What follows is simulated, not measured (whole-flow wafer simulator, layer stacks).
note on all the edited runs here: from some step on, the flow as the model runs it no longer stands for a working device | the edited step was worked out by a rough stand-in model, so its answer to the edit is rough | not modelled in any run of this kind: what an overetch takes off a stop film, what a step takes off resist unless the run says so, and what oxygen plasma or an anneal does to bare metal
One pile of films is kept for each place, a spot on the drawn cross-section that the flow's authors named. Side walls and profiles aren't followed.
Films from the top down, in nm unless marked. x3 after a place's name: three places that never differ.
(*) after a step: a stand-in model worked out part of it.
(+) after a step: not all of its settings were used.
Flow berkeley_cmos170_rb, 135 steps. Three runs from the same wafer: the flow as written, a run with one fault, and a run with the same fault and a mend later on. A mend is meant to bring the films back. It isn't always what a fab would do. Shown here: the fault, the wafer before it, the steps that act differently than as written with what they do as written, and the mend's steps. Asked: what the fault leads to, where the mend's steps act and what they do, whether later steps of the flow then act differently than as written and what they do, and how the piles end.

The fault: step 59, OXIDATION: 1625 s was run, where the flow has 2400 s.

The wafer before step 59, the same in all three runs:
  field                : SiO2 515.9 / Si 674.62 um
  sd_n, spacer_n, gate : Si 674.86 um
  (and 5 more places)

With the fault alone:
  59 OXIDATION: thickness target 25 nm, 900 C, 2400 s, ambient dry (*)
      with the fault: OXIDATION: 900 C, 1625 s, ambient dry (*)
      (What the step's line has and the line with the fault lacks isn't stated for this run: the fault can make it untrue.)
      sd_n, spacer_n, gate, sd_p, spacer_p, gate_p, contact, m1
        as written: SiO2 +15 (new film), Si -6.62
        with the fault: SiO2 +11.8 (new film), Si -5.17
  Later steps of the flow that act differently than as written (30 more steps differ only slightly, by at most 2% or 0.5 nm, whichever is larger, and aren't shown):
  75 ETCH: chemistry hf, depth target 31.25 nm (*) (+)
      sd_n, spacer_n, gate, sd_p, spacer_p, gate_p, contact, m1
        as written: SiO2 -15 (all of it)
        with the fault: SiO2 -11.8 (all of it)
  At the end the piles differ from the flow's only slightly at the places that both follow, by at most 2% or 0.5 nm, whichever is larger.

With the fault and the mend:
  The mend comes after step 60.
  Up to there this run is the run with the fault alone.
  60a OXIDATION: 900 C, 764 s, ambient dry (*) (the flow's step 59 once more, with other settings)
      sd_n, spacer_n, gate, sd_p, spacer_p, gate_p, contact, m1
        SiO2 +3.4, Si -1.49
      field
        SiO2 +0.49, Si -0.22
  No later step of the flow acts differently than as written, at any place that is followed, by more than 2% or 0.5 nm, whichever is larger.
  At the end the piles differ from the flow's only slightly at the places that both follow, by at most 2% or 0.5 nm, whichever is larger.
